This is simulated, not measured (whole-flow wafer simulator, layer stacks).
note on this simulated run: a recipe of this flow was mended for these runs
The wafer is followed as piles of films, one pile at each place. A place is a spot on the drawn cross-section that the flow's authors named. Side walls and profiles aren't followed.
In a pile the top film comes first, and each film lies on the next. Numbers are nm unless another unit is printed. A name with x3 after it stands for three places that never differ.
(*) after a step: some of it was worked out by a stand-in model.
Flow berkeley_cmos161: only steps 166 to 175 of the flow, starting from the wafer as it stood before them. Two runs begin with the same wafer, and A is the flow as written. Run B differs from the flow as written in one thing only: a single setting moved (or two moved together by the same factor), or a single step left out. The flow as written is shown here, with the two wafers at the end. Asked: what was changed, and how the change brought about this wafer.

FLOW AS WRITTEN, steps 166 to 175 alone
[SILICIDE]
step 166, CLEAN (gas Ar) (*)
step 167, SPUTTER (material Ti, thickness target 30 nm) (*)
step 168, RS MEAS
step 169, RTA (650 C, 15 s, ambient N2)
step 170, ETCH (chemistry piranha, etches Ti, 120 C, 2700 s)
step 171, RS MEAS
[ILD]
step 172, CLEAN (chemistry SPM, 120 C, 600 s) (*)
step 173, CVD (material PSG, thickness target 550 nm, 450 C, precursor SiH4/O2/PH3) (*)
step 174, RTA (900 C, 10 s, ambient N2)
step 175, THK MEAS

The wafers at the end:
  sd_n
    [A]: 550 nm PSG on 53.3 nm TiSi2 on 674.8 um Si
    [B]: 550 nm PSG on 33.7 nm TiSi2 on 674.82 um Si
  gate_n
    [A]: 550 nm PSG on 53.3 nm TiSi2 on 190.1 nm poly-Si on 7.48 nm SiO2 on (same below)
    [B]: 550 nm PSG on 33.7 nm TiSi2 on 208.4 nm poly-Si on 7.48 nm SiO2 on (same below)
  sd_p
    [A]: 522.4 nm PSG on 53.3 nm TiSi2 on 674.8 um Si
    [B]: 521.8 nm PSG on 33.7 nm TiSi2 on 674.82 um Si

What caused this: step 167, SPUTTER: thickness target 19 nm was run, whereas the flow has thickness target 30 nm.

How this came from the change, step by step:
  step 167, SPUTTER (material Ti, thickness target 30 nm) (*)
      field, sd_n, spacer_n, gate_n, sd_p, spacer_p, gate_p, contact x2: A Ti gains 30 (new film) | B Ti gains 19 (new film)
  step 169, RTA (650 C, 15 s, ambient N2)
      sd_n, sd_p, contact x2: A Ti loses 23.4, TiSi first gains 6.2 (new film), TiSi2 C49 gains 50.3 (new film), Si loses 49 | B Ti loses 14.8, TiSi2 C49 gains 37.7 (new film), Si loses 33.6
      gate_n, gate_p: A Ti loses 23.4, TiSi first gains 6.2 (new film), TiSi2 C49 gains 50.3 (new film), poly-Si loses 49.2 | B Ti loses 14.8, TiSi2 C49 gains 37.7 (new film), poly-Si loses 33.8
  step 170, ETCH (chemistry piranha, etches Ti, 120 C, 2700 s)
      sd_n, gate_n, sd_p, gate_p, contact x2: A Ti loses 6.6 (all of it), TiSi first loses 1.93 | B Ti loses 4.18 (all of it), TiSi2 C49 loses 1.93
      field, spacer_n, spacer_p: A Ti loses 30 (all of it) | B Ti loses 19 (all of it)
  step 174, RTA (900 C, 10 s, ambient N2)
      sd_n, sd_p, contact x2: A under 1 film: TiSi2 gains 53.3 (new film), TiSi first loses 4.27 (all of it), TiSi2 C49 loses 50.3 (all of it), Si loses 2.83 | B under 1 film: TiSi2 gains 33.7 (new film), TiSi2 C49 loses 35.8 (all of it)
      gate_n, gate_p: A under 1 film: TiSi2 gains 53.3 (new film), TiSi first loses 4.27 (all of it), TiSi2 C49 loses 50.3 (all of it), poly-Si loses 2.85 | B under 1 film: TiSi2 gains 33.7 (new film), TiSi2 C49 loses 35.8 (all of it)
